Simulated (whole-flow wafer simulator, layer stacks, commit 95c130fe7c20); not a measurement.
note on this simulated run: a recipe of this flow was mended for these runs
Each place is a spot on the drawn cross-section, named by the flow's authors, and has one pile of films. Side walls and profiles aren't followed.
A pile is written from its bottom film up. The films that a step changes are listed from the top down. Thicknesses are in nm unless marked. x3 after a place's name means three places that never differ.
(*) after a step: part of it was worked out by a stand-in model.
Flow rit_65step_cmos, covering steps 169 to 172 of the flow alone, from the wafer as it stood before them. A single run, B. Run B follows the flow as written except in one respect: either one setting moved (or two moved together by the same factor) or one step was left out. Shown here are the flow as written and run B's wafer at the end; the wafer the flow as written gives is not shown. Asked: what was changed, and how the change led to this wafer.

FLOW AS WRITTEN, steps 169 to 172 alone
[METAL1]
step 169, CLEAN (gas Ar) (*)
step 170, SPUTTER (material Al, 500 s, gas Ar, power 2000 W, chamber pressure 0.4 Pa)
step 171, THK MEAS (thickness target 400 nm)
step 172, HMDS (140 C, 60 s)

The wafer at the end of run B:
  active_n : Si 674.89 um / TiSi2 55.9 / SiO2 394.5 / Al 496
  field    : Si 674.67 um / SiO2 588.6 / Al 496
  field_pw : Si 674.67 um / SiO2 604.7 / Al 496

The reason: step 170, SPUTTER: 620 s was run, though the flow has 500 s.

The path from the change to this, step by step:
  step 170, SPUTTER (material Al, 500 s, gas Ar, power 2000 W, chamber pressure 0.4 Pa)
      field, field_pw, field_nw and 10 more: Al gains 496 (new film) (in the flow as written it would be: Al gains 400 (new film))
      contact: Al gains 309.7 (new film) (in the flow as written it would be: Al gains 255.4 (new film))
